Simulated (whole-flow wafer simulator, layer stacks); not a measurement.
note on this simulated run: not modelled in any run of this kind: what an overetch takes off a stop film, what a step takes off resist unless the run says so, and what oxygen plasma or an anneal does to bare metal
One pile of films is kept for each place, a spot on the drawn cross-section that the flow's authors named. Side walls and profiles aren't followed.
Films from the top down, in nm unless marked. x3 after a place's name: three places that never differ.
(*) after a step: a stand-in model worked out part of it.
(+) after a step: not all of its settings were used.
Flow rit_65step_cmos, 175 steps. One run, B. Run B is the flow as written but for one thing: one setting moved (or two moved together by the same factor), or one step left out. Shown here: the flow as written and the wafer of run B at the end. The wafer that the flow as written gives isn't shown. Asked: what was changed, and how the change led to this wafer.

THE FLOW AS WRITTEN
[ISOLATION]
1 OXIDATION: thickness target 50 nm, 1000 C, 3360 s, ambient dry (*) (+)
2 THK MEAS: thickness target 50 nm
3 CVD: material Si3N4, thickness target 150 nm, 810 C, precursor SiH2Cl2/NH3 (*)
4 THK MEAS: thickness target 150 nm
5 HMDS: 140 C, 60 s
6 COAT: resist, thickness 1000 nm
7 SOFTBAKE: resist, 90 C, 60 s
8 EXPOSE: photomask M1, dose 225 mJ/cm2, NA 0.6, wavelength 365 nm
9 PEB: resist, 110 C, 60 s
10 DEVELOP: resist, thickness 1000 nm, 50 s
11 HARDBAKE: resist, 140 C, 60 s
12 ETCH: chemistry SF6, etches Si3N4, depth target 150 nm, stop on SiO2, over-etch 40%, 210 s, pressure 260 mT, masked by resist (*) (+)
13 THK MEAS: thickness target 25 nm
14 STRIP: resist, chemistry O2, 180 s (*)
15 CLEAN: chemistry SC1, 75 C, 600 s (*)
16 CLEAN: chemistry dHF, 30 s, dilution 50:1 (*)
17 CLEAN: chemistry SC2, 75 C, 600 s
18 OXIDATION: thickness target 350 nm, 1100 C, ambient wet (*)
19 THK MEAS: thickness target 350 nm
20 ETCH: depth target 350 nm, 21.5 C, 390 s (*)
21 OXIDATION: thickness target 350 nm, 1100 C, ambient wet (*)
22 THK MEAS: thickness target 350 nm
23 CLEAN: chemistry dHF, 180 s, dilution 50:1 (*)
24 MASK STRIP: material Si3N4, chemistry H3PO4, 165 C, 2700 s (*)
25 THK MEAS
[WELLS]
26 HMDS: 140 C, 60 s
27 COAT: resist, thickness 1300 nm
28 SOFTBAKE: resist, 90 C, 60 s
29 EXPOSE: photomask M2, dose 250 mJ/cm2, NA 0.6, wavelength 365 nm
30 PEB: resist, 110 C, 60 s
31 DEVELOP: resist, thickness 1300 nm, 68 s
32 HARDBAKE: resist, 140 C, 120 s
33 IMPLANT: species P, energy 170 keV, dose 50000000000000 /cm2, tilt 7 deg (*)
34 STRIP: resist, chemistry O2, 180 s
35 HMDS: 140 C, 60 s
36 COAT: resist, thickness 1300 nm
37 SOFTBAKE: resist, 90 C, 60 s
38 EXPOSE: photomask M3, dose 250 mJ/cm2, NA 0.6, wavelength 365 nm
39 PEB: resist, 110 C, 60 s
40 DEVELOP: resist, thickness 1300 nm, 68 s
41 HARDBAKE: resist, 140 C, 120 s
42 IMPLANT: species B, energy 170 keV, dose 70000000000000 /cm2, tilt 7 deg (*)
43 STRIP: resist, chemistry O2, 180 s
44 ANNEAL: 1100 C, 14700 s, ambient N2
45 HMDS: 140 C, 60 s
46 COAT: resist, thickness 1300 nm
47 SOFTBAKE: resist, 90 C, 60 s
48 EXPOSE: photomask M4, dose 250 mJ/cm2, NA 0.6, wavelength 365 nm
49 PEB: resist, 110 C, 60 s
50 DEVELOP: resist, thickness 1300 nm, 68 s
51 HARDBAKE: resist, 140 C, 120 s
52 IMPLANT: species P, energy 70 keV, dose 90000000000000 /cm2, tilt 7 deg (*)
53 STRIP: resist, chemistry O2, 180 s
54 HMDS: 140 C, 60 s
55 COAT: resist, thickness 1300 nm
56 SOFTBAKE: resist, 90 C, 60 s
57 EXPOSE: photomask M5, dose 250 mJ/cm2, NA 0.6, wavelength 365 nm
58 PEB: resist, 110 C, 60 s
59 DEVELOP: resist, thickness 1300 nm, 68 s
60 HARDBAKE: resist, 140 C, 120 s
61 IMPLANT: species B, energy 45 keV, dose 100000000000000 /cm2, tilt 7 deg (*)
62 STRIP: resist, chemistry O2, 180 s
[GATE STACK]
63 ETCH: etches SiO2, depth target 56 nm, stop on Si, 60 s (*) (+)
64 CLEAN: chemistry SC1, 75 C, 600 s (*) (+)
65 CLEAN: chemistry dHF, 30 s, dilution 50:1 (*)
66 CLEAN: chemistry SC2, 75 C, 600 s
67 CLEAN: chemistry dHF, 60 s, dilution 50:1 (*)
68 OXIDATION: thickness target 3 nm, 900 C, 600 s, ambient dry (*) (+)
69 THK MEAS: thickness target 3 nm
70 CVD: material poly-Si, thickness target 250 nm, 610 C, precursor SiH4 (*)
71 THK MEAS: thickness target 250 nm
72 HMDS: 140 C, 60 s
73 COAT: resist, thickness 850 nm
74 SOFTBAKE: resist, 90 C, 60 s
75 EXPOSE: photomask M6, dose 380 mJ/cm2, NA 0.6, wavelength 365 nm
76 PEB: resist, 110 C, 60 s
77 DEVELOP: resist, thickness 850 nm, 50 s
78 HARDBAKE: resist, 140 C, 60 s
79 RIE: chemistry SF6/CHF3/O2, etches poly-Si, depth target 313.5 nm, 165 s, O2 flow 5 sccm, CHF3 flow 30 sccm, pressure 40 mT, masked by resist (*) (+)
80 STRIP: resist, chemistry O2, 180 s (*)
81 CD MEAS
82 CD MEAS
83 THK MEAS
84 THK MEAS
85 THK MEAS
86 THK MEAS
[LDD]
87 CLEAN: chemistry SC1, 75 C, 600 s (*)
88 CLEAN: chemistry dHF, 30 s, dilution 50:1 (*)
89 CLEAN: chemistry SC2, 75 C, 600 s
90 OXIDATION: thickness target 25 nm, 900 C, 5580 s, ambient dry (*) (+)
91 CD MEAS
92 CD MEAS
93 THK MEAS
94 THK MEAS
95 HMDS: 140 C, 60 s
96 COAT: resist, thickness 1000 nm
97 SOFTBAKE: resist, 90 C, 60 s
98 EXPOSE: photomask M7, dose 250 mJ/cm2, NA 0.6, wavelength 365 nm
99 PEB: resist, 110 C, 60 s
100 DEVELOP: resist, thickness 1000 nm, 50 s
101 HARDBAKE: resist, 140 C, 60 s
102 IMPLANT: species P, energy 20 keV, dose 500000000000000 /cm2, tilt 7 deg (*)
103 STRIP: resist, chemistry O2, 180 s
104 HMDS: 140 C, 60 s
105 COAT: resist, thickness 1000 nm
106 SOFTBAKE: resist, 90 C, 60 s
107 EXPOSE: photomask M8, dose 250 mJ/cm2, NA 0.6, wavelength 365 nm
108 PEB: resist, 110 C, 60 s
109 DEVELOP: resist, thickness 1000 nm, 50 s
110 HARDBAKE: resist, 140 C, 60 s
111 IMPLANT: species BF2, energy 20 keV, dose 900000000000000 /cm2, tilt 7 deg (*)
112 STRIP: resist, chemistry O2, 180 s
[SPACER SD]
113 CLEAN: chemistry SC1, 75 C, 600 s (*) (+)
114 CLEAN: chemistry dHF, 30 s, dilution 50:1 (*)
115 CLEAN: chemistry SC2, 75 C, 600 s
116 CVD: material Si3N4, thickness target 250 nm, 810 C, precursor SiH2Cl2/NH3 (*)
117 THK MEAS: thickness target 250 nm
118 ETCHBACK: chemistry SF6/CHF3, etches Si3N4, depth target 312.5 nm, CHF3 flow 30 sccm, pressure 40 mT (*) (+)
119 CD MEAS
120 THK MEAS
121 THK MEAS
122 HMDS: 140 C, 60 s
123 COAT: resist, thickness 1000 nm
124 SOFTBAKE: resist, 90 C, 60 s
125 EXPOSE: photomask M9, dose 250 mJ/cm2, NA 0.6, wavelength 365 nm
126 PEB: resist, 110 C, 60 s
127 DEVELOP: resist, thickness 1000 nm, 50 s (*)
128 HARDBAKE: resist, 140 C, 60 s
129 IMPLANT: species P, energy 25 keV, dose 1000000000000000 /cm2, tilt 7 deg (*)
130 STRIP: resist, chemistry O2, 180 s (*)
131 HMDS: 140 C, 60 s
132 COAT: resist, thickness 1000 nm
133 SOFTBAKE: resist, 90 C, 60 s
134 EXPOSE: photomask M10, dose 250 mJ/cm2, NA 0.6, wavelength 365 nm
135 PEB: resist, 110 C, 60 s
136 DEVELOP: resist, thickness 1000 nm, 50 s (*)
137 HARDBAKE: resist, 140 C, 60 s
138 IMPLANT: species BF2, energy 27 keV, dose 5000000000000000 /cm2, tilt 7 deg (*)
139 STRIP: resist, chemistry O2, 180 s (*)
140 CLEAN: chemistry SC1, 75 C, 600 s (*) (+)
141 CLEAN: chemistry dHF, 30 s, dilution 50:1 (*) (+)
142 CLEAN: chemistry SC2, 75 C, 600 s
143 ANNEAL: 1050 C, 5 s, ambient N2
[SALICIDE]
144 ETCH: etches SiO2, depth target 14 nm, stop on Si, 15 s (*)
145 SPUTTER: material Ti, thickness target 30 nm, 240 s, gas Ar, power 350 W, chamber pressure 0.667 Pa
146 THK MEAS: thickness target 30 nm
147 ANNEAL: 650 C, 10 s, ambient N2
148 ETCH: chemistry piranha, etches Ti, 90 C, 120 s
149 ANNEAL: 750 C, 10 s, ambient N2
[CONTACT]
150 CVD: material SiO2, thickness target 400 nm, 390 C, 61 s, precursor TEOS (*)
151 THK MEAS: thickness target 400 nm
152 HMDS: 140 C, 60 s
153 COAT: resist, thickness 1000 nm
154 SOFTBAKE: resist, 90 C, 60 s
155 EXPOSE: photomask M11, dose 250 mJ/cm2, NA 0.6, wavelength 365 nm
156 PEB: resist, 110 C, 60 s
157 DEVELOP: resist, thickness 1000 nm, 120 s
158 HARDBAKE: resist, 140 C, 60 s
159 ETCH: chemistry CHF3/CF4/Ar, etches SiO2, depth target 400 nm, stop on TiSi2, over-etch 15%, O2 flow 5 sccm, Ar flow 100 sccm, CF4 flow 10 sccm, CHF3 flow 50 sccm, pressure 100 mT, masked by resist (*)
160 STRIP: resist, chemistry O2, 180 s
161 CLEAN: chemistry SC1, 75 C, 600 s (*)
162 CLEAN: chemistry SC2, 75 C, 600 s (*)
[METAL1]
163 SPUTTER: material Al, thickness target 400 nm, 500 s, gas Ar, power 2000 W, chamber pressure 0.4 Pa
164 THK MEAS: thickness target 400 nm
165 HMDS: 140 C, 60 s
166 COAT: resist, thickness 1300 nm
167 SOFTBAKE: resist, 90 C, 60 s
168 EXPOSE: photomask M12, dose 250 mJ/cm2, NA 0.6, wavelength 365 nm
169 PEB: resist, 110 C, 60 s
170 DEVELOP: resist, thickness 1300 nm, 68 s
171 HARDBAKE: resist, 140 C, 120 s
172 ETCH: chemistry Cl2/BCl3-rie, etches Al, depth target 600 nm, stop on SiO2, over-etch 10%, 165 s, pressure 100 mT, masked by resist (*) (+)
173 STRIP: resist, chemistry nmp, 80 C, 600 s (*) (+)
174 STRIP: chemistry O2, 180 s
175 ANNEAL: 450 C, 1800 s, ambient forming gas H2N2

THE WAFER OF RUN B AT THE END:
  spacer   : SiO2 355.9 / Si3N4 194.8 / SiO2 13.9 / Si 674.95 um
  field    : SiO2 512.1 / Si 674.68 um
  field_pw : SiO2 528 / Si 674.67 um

The cause: step 163, SPUTTER: thickness target 340 nm was run, where the flow has thickness target 400 nm.

How the change led to this, step by step:
  163 SPUTTER: material Al, thickness target 400 nm, 500 s, gas Ar, power 2000 W, chamber pressure 0.4 Pa
      field, field_p, spacer, spacer_p: Al +340 (new film) (as written it would be: Al +400 (new film))
      gate_n, gate_p: Al +340 (new film) (as written it would be: Al +396 (new film))
      (and at 2 more places)
  172 ETCH: chemistry Cl2/BCl3-rie, etches Al, depth target 600 nm, stop on SiO2, over-etch 10%, 165 s, pressure 100 mT, masked by resist (*) (+)
      field, field_p, spacer, spacer_p: Al -340 (all of it), SiO2 -40 (as written it would be: Al -400 (all of it), SiO2 -32.5)
      gate_n, gate_p: Al -340 (all of it), SiO2 -40 (as written it would be: Al -396 (all of it), SiO2 -33)
      (and at 2 more places)
